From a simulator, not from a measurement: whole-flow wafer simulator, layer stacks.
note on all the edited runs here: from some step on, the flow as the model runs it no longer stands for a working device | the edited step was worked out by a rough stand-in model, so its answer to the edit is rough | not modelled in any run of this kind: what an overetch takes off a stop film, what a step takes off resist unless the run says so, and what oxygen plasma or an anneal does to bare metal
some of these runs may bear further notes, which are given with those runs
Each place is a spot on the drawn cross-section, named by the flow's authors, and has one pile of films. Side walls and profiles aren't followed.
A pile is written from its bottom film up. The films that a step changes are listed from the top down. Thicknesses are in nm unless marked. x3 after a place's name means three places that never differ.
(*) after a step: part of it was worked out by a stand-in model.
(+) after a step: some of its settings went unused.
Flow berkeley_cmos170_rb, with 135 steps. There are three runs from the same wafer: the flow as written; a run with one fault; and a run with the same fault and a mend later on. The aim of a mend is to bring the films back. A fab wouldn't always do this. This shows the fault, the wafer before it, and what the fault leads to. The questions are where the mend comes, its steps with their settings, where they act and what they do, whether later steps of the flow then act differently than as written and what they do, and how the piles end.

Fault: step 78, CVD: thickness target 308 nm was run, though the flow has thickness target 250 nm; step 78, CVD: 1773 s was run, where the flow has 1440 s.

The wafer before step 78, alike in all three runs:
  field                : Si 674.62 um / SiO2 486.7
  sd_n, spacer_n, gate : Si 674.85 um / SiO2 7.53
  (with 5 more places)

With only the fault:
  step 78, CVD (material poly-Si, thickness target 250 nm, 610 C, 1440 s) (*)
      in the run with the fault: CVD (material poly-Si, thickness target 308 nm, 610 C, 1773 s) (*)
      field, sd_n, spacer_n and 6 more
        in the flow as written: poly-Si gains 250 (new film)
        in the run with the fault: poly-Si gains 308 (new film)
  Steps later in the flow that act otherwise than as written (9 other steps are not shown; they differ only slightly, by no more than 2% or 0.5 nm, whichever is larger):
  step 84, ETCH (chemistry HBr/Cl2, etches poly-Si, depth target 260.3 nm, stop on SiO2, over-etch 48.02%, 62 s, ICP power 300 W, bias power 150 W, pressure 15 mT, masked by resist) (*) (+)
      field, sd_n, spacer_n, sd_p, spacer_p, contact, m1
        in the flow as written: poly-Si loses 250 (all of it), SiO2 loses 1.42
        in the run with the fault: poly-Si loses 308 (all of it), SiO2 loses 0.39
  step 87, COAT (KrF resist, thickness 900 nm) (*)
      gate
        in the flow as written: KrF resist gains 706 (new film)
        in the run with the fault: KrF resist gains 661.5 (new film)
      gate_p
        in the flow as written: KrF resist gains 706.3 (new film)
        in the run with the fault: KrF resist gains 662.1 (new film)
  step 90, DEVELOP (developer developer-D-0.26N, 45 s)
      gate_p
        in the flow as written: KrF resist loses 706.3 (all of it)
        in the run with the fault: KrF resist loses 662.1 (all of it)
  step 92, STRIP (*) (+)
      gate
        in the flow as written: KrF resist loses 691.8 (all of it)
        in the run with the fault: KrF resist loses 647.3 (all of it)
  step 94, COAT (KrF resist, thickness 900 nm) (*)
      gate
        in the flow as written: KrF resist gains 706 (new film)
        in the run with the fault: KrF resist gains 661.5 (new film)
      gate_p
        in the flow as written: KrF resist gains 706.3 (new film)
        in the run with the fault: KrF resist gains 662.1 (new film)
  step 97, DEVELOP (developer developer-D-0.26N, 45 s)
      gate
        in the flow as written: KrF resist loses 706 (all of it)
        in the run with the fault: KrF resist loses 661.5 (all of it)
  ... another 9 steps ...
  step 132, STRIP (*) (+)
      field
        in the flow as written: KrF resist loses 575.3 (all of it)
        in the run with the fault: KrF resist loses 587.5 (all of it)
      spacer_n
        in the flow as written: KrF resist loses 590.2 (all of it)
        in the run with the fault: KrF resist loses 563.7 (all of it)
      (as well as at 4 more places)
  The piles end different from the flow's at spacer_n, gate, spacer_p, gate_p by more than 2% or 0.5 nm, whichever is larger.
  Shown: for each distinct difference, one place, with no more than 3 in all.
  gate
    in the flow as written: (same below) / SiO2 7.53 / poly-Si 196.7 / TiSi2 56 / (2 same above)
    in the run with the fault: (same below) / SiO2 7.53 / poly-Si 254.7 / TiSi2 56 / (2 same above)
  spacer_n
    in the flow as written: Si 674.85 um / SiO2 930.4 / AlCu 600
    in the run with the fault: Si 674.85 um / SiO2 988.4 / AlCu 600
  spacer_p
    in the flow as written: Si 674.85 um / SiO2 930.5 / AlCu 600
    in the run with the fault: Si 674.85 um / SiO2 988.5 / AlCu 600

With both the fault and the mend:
  The mend stands after step 78.
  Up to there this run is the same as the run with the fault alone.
  step 78a, ETCH (chemistry tmah, depth target 354.2 nm)
      field, sd_n, spacer_n and 6 more
        poly-Si loses 308 (all of it)
  step 78b, CLEAN (*) (the flow's step 74 again)
      leaves every film unchanged at each place that is followed
  step 78c, CVD (material poly-Si, thickness target 250 nm, 610 C, 1440 s) (*) (the flow's step 78 again)
      field, sd_n, spacer_n and 6 more
        poly-Si gains 250 (new film)
  Later steps of the flow that are run all act as written at every place that is followed.
  At every place that both follow, the piles at the end match the flow's.
